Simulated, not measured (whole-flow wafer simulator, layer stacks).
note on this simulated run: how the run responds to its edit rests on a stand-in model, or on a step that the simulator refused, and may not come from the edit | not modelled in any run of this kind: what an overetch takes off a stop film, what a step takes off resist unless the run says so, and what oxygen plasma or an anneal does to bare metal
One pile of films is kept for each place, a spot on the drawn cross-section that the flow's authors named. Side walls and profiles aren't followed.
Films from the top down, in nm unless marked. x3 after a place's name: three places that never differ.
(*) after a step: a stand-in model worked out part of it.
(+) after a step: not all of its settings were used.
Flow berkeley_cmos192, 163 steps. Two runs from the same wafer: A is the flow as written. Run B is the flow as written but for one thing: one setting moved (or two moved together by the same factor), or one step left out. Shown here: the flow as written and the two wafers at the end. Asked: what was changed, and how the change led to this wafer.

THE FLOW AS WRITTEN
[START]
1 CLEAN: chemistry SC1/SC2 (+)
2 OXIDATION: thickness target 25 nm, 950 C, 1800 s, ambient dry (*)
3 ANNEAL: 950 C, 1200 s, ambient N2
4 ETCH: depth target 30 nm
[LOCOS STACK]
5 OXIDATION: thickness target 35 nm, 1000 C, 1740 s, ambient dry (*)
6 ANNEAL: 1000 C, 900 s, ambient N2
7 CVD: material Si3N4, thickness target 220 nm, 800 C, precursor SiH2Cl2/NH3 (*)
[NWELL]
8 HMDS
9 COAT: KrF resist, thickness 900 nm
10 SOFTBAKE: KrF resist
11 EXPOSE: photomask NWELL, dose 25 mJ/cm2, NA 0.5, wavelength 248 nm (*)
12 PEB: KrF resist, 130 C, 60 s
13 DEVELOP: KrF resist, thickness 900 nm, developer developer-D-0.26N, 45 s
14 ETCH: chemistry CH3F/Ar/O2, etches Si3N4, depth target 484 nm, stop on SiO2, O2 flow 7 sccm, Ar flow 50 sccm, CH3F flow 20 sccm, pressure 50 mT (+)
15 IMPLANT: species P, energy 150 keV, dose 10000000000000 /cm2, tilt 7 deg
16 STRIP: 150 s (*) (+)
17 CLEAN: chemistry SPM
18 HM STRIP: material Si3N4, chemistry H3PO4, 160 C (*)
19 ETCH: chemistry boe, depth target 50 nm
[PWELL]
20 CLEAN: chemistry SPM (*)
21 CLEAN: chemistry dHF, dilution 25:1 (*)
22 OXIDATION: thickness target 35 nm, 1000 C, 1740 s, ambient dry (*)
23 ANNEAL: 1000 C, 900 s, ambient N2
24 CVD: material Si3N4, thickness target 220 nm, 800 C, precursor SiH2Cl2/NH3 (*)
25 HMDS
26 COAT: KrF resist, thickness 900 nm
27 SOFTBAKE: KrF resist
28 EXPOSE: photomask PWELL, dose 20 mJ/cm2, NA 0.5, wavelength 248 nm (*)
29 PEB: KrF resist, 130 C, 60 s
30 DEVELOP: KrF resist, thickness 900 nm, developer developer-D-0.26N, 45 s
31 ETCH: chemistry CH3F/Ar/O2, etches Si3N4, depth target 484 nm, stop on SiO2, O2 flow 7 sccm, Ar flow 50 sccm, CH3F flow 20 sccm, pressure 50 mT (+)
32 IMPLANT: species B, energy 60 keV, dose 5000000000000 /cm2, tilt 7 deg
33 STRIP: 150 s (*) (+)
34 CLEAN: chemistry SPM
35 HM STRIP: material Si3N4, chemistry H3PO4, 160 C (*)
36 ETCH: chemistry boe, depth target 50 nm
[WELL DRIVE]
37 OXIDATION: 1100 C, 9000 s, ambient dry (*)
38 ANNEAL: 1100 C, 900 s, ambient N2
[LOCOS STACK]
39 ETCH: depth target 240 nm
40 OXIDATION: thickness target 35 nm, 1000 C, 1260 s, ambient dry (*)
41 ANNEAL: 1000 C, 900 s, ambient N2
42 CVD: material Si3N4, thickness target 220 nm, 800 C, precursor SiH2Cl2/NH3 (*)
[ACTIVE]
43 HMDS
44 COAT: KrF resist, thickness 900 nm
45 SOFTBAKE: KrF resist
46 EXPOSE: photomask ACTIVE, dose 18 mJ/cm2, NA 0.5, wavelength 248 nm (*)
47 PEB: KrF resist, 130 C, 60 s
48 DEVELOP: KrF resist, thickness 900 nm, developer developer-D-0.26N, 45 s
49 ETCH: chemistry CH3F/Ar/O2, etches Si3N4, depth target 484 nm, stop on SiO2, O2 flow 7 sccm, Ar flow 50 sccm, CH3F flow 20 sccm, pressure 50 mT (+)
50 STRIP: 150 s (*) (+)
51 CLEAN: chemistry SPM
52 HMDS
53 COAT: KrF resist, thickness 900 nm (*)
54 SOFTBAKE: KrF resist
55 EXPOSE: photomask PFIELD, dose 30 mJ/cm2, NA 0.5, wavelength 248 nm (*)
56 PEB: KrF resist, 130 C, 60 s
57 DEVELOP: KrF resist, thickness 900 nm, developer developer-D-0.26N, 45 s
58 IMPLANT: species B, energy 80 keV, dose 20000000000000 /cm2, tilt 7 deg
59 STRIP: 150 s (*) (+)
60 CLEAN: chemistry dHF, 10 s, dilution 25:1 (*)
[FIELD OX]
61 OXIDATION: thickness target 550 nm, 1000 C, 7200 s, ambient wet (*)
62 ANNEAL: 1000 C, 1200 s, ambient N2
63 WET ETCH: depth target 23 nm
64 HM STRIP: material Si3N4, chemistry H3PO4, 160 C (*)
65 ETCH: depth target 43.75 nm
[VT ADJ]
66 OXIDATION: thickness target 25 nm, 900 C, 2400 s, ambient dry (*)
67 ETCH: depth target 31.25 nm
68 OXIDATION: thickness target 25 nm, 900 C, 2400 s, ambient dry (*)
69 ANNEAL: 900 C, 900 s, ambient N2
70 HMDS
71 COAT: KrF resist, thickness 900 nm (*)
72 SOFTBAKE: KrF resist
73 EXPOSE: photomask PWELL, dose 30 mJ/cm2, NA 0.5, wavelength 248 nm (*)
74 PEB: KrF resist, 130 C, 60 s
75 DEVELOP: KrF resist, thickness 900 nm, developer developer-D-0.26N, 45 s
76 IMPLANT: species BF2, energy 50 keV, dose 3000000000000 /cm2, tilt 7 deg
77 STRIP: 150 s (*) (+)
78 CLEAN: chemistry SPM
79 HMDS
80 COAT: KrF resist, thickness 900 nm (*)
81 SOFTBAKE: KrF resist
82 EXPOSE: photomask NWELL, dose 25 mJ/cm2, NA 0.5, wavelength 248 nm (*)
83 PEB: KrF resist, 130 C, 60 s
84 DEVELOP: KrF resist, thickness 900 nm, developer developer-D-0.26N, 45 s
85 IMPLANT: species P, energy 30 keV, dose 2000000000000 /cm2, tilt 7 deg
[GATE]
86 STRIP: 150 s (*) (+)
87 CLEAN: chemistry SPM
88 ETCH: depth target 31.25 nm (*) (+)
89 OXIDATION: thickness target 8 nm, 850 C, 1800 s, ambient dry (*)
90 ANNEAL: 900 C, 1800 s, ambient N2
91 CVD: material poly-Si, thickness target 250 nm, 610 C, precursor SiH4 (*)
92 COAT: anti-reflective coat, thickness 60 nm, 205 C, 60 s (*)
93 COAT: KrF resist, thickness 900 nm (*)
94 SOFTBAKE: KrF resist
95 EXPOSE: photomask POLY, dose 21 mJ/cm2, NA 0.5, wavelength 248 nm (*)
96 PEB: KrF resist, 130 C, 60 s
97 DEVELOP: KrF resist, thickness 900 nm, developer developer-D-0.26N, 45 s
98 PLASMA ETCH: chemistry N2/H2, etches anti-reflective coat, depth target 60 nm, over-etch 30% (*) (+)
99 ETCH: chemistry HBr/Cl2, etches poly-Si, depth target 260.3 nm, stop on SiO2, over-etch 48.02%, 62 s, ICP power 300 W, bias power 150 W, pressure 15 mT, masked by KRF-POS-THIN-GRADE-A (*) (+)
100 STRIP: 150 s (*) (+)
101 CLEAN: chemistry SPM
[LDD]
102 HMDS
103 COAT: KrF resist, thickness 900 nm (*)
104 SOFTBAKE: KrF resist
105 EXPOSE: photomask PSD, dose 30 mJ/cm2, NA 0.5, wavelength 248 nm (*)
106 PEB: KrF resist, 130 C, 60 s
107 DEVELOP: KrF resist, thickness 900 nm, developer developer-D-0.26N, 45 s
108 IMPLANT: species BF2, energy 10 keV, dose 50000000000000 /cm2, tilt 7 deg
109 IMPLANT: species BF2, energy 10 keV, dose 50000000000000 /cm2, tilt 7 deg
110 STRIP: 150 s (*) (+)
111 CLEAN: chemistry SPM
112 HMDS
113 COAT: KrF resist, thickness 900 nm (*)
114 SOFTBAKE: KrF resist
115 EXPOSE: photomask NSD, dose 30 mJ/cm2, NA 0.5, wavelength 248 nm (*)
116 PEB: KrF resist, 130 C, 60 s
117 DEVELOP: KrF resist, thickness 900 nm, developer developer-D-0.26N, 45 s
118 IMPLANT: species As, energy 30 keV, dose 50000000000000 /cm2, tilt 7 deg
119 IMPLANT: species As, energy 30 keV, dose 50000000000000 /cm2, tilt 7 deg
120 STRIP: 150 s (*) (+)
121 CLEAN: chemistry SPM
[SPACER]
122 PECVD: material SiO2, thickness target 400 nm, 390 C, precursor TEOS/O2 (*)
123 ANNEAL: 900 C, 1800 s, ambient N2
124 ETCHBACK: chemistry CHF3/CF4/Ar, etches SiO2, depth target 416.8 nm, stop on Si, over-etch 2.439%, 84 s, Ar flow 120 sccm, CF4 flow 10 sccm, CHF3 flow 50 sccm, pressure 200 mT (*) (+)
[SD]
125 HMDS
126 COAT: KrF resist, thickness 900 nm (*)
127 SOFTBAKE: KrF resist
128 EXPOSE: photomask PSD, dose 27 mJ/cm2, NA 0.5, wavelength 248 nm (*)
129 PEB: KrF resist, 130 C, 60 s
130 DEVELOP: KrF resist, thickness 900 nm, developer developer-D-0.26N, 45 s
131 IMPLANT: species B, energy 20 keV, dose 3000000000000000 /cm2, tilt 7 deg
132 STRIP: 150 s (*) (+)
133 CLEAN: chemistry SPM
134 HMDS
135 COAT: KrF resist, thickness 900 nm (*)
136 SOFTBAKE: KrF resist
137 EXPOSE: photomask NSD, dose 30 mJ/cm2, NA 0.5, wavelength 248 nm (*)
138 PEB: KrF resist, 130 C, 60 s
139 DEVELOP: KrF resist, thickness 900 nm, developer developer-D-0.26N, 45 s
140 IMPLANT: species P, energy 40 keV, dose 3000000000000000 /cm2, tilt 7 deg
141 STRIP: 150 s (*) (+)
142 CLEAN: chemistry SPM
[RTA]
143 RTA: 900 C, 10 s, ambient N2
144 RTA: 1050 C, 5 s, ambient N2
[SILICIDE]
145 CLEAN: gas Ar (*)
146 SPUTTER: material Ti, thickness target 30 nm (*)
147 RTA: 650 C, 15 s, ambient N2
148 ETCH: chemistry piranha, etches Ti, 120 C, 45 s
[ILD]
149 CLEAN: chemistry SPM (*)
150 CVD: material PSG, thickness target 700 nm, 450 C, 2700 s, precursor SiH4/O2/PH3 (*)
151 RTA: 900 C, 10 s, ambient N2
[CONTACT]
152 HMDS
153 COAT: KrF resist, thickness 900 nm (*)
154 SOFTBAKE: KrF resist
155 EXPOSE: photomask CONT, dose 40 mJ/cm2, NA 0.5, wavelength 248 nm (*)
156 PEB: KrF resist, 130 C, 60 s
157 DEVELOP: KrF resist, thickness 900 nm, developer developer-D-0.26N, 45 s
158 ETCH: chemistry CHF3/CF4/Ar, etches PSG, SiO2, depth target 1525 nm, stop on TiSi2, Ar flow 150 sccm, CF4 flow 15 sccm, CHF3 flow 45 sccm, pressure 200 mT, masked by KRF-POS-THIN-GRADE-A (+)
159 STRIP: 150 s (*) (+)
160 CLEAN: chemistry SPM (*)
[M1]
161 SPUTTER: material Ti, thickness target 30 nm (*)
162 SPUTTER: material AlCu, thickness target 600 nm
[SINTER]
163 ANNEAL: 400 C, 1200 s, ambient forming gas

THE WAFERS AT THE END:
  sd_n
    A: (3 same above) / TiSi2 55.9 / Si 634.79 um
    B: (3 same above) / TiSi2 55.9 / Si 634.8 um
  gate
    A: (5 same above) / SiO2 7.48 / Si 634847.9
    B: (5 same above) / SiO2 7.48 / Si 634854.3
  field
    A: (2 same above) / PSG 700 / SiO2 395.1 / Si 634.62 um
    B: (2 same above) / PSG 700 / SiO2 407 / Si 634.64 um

The cause: step 39, ETCH: depth target 152 nm was run, where the flow has depth target 240 nm.

How the change led to this, step by step:
  39 ETCH: depth target 240 nm
      field, sd_n, spacer_n and 6 more: A SiO2 -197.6 (all of it) | B SiO2 -152
  40 OXIDATION: thickness target 35 nm, 1000 C, 1260 s, ambient dry (*)
      field, sd_n, spacer_n and 6 more: A SiO2 +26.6 (new film), Si -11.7 | B SiO2 +16.1, Si -7.1
  61 OXIDATION: thickness target 550 nm, 1000 C, 7200 s, ambient wet (*)
      spacer_n, spacer_p, gate_p, contact, m1: A SiO2 +12.1 (new film), Si3N4 -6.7 | B SiO2 +12.1 (new film), Si3N4 -6.7, SiO2 +0.02
      gate: A SiO2 +12.1 (new film), Si3N4 -6.7, SiO2 +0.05, Si -0.05 | B SiO2 +12.1 (new film), Si3N4 -6.7, SiO2 +0.02
      (and at 3 more places)
  65 ETCH: depth target 43.75 nm
      sd_n, spacer_n, gate, sd_p, spacer_p, gate_p, contact, m1: A SiO2 -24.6 (all of it) | B SiO2 -43.8
  66 OXIDATION: thickness target 25 nm, 900 C, 2400 s, ambient dry (*)
      spacer_n, gate, spacer_p, gate_p, contact, m1: A SiO2 +14.9 (new film), Si -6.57 | B SiO2 +10.8, Si -4.76
      sd_n: A SiO2 +14.9 (new film), Si -6.57 | B SiO2 +10.3, Si -4.53
      (and at 1 more place)
  67 ETCH: depth target 31.25 nm
      spacer_n, gate, spacer_p, gate_p, contact, m1: A SiO2 -14.9 (all of it) | B SiO2 -26.8 (all of it)
      sd_n: A SiO2 -14.9 (all of it) | B SiO2 -31 (all of it)
      (and at 1 more place)
  92 COAT: anti-reflective coat, thickness 60 nm, 205 C, 60 s (*)
      sd_n: A anti-reflective coat +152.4 (new film) | B anti-reflective coat +168.9 (new film)
      spacer_n: A anti-reflective coat +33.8 (new film) | B anti-reflective coat +27.8 (new film)
      (and at 6 more places)
  98 PLASMA ETCH: chemistry N2/H2, etches anti-reflective coat, depth target 60 nm, over-etch 30% (*) (+)
      field: A anti-reflective coat -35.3 (all of it), poly-Si -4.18 | B anti-reflective coat -35.3 (all of it), poly-Si -4.72
      sd_n: A anti-reflective coat -152.4 (all of it), poly-Si -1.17 | B anti-reflective coat -168.9 (all of it), poly-Si -1.3
      (and at 5 more places)
  100 STRIP: 150 s (*) (+)
      gate: A chemical SiO2 +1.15 (new film), KrF resist -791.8 (all of it), anti-reflective coat -30 (all of it), poly-Si -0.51 | B chemical SiO2 +1.15 (new film), KrF resist -809.9 (all of it), anti-reflective coat -23.7 (all of it), poly-Si -0.51
      gate_p: A chemical SiO2 +1.15 (new film), KrF resist -765.1 (all of it), anti-reflective coat -31 (all of it), poly-Si -0.51 | B chemical SiO2 +1.15 (new film), KrF resist -776.7 (all of it), anti-reflective coat -26.3 (all of it), poly-Si -0.51
  147 RTA: 650 C, 15 s, ambient N2
      sd_p: A Ti -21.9, TiSi first +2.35 (new film), TiSi2 C49 +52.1 (new film), Si -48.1 | B Ti -21.6, TiSi first +1.73 (new film), TiSi2 C49 +52.4 (new film), Si -47.9
  151 RTA: 900 C, 10 s, ambient N2
      sd_p: A under 1 film: TiSi2 +52.2 (new film), TiSi first -2.25 (all of it), TiSi2 C49 -52.1 (all of it), Si -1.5 | B under 1 film: TiSi2 +51.6 (new film), TiSi first -1.62 (all of it), TiSi2 C49 -52.4 (all of it), Si -1.08
  162 SPUTTER: material AlCu, thickness target 600 nm
      sd_p: A AlCu +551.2 (new film) | B AlCu +538.5 (new film)
